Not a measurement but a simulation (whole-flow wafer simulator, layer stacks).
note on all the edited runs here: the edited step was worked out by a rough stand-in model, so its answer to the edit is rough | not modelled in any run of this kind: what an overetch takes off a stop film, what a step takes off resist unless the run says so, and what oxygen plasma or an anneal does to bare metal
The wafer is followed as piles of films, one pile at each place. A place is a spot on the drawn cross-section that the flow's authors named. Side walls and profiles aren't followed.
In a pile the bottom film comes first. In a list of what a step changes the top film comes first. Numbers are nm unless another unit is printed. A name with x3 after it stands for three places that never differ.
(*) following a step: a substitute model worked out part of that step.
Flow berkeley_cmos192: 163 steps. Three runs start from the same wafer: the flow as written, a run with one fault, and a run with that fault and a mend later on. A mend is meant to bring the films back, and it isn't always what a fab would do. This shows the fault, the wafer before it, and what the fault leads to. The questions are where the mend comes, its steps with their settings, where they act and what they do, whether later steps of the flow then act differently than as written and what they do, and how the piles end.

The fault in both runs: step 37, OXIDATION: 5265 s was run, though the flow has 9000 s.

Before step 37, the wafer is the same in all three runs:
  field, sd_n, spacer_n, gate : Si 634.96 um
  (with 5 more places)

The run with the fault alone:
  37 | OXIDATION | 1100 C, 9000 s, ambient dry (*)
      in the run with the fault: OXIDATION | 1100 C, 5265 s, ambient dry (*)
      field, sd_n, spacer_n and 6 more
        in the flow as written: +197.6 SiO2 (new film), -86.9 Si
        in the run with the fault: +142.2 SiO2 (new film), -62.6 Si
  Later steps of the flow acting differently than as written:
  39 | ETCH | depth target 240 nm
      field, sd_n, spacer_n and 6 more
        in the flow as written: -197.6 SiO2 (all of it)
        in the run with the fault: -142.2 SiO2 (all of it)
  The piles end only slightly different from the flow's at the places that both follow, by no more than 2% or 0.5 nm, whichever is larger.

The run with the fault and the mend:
  After step 37 comes the mend.
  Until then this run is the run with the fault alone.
  37a | OXIDATION | 1100 C, 3735 s, ambient dry (*) (the flow's step 37, run once more with other settings)
      field, sd_n, spacer_n and 6 more
        +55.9 SiO2, -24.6 Si
  None of the later steps of the flow differs from how it acts as written, at any place that is followed, by more than 2% or 0.5 nm, whichever is larger.
  The piles end only slightly different from the flow's at the places that both follow, by no more than 2% or 0.5 nm, whichever is larger.
